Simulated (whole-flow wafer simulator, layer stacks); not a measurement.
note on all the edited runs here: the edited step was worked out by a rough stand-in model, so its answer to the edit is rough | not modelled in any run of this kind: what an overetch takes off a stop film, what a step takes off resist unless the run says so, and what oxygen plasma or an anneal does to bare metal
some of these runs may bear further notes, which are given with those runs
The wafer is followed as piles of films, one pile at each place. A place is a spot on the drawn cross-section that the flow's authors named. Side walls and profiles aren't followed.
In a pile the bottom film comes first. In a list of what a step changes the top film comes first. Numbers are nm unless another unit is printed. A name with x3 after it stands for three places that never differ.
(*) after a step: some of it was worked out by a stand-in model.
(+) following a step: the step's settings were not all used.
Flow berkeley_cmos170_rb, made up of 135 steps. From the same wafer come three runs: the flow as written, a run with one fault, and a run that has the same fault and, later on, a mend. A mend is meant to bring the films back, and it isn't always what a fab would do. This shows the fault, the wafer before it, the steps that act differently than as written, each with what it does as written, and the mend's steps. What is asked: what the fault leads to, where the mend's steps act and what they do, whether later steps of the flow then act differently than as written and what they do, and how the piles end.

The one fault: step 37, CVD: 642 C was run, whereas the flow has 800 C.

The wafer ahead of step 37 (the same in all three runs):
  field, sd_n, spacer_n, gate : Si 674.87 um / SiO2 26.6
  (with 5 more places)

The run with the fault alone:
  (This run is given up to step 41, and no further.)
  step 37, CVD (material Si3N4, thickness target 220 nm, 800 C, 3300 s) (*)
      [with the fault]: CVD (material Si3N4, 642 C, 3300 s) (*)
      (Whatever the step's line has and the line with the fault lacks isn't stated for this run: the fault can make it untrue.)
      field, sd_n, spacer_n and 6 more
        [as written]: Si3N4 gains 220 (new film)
        [with the fault]: Si3N4 gains 9.02 (new film)
  Every later step of the flow up to step 41 that is run acts as written at every place that is followed.
  The piles after step 41 differ from the flow's at field, sd_n, spacer_n and 6 more by more than 2% or 0.5 nm, whichever is larger.
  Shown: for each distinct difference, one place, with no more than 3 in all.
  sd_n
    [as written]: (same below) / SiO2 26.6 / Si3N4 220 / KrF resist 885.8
    [with the fault]: (same below) / SiO2 26.6 / Si3N4 9.02 / KrF resist 885.8
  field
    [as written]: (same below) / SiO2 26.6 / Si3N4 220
    [with the fault]: (same below) / SiO2 26.6 / Si3N4 9.02

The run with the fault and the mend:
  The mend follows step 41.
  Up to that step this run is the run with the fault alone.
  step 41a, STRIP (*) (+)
      sd_n, spacer_n, gate, sd_p, spacer_p, gate_p, contact, m1
        KrF resist loses 885.8 (all of it)
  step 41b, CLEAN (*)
      does not change any film at any place that is followed
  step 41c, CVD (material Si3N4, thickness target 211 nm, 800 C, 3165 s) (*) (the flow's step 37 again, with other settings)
      field, sd_n, spacer_n and 6 more
        Si3N4 gains 211
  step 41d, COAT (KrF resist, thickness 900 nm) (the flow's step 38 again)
      field, sd_n, spacer_n and 6 more
        KrF resist gains 900 (new film)
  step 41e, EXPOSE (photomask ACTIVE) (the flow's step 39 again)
      does not change any film at any place that is followed
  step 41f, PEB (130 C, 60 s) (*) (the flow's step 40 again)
      does not change any film at any place that is followed
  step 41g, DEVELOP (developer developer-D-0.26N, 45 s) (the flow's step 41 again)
      sd_n, spacer_n, gate, sd_p, spacer_p, gate_p, contact, m1
        KrF resist loses 14.2
      field
        KrF resist loses 900 (all of it)
  Every later step of the flow that is run acts as written, at every place that is followed, to within 2% or 0.5 nm, whichever is larger.
  At every place that both follow, the piles at the end match the flow's.
